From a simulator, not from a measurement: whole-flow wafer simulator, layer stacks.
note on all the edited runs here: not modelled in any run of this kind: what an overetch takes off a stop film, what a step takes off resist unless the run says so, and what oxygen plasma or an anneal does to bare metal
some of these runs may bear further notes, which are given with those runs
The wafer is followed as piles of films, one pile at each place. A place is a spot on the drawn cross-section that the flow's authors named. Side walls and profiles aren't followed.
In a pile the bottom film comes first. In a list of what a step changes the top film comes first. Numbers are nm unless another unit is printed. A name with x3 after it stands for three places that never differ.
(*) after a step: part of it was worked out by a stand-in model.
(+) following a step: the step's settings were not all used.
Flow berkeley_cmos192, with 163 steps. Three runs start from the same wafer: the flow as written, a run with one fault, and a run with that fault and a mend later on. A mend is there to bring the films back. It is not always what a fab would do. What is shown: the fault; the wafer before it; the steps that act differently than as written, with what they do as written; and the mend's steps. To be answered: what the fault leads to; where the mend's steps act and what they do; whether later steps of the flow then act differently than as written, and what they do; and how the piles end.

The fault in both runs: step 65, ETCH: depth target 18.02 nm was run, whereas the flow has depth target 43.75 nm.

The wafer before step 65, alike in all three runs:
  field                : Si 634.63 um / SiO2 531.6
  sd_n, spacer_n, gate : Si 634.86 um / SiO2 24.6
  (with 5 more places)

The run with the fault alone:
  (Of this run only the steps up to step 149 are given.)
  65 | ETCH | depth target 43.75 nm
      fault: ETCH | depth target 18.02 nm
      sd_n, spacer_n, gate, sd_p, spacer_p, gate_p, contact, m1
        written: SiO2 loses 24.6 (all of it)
        fault: SiO2 loses 18
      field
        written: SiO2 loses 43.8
        fault: SiO2 loses 18
  Steps later in the flow that act otherwise than as written (33 more steps, not shown, differ only slightly: by at most 2% or 0.5 nm, whichever is larger):
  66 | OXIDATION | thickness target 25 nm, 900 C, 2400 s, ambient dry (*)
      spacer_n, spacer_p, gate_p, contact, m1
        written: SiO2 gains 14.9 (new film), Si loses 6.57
        fault: SiO2 gains 12.7, Si loses 5.59
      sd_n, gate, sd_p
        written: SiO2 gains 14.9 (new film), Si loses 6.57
        fault: SiO2 gains 12.7, Si loses 5.58
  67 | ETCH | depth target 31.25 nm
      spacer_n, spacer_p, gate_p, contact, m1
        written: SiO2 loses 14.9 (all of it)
        fault: SiO2 loses 19.2 (all of it)
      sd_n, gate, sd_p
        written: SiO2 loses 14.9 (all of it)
        fault: SiO2 loses 19.3 (all of it)
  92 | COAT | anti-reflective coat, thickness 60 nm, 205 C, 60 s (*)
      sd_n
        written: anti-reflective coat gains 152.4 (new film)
        fault: anti-reflective coat gains 171.1 (new film)
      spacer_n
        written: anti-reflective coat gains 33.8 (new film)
        fault: anti-reflective coat gains 28.3 (new film)
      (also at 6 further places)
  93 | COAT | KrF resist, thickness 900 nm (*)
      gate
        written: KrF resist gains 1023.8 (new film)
        fault: KrF resist gains 1045 (new film)
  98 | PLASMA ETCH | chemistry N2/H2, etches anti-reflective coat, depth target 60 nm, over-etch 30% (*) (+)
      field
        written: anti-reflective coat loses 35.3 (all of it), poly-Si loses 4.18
        fault: anti-reflective coat loses 35.4 (all of it), poly-Si loses 4.8
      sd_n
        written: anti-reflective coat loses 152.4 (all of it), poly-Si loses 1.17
        fault: anti-reflective coat loses 171.1 (all of it), poly-Si loses 1.32
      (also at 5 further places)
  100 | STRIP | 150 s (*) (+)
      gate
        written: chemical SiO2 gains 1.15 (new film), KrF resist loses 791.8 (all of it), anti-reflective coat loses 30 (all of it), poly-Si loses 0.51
        fault: chemical SiO2 gains 1.15 (new film), KrF resist loses 812.9 (all of it), anti-reflective coat loses 24 (all of it), poly-Si loses 0.51
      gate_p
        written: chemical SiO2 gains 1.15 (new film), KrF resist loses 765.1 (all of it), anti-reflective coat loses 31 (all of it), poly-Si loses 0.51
        fault: chemical SiO2 gains 1.15 (new film), KrF resist loses 778.4 (all of it), anti-reflective coat loses 27.1 (all of it), poly-Si loses 0.51
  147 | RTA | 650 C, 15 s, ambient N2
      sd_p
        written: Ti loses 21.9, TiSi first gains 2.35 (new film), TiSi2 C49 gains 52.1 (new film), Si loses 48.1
        fault: Ti loses 21.4, TiSi first gains 1.32 (new film), TiSi2 C49 gains 52.6 (new film), Si loses 47.8
  Once step 149 is done, the piles at field, sd_p depart from the flow's by more than 2% or 0.5 nm, whichever is larger.
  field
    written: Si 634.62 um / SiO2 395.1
    fault: Si 634.62 um / SiO2 420.6
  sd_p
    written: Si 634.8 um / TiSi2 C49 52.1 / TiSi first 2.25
    fault: Si 634.8 um / TiSi2 C49 52.6 / TiSi first 1.21

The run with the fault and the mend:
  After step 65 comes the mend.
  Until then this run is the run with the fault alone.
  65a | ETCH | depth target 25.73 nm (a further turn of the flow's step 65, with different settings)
      spacer_n, spacer_p, gate_p, contact, m1
        SiO2 loses 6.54 (all of it)
      sd_n, sd_p
        SiO2 loses 6.6 (all of it)
      field
        SiO2 loses 25.7
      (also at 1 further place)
  Later steps of the flow that are run all act as written at every place that is followed, up to a difference of at most 2% or 0.5 nm, whichever is larger.
  The piles end the same as the flow's at every place that both follow.
